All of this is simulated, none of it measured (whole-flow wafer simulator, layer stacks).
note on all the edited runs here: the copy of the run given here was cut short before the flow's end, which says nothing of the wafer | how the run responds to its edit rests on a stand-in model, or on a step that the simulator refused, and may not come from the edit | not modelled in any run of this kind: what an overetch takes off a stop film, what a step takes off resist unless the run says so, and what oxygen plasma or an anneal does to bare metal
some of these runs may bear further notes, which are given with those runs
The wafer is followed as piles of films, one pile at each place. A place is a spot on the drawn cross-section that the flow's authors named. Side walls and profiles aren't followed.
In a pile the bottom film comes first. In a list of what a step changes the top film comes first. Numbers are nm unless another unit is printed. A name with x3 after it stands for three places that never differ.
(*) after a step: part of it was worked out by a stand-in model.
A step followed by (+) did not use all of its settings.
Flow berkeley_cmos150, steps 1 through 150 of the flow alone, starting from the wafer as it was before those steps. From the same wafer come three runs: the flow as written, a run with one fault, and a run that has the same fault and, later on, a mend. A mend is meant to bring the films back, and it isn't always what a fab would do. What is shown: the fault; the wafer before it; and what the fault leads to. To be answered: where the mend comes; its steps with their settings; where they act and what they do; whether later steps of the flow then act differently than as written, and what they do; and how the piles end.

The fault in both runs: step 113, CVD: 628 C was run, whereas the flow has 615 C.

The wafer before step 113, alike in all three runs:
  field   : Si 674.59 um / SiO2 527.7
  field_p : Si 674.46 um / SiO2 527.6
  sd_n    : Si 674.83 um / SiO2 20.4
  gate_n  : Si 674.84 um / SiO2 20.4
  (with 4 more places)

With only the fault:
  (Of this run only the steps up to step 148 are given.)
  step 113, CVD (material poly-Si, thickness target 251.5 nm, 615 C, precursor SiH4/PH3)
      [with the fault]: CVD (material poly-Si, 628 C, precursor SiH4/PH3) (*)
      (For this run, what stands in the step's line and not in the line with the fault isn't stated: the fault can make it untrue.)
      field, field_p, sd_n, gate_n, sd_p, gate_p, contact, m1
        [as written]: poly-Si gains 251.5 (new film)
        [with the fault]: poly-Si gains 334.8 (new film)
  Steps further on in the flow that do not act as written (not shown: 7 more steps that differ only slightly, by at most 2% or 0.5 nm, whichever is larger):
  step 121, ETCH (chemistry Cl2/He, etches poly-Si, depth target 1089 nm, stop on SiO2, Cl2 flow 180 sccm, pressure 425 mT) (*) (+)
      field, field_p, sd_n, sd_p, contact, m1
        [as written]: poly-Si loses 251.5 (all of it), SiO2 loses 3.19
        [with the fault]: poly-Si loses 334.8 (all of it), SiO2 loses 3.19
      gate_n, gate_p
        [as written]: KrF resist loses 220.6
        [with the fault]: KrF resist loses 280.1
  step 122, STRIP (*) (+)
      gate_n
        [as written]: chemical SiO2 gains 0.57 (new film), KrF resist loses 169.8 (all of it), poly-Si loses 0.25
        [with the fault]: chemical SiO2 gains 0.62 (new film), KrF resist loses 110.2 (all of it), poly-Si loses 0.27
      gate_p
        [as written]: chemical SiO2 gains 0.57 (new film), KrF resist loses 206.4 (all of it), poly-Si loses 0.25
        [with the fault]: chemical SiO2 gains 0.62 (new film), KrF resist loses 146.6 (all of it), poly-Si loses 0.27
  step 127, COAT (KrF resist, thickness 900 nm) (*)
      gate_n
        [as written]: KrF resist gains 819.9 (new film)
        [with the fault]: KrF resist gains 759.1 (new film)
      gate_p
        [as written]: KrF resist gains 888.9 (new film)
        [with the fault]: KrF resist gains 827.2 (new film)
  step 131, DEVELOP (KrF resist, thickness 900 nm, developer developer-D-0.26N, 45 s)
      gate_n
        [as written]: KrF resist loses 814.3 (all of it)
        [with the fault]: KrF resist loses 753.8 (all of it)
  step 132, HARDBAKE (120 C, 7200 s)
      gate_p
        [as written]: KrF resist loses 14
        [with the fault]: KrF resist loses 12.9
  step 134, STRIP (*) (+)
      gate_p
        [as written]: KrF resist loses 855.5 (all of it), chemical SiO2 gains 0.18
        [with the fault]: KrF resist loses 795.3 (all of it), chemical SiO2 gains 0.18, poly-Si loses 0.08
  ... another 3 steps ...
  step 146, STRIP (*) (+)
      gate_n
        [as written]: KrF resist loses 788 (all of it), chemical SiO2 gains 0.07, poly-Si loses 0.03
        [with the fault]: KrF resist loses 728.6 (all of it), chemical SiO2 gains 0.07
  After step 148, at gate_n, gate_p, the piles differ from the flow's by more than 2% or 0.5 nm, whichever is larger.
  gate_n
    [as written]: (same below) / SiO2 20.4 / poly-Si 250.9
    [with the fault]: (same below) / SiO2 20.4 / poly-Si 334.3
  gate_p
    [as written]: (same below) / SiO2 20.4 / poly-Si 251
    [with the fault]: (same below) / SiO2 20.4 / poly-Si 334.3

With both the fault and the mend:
  The mend stands after step 113.
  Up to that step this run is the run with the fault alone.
  step 113a, ETCH (chemistry tmah, depth target 83.32 nm)
      field, field_p, sd_n, gate_n, sd_p, gate_p, contact, m1
        poly-Si loses 83.3
  None of the later steps of the flow differs from how it acts as written, at any place that is followed, by more than 2% or 0.5 nm, whichever is larger.
  At the end the piles are close to the flow's at the places that both follow, differing by at most 2% or 0.5 nm, whichever is larger.
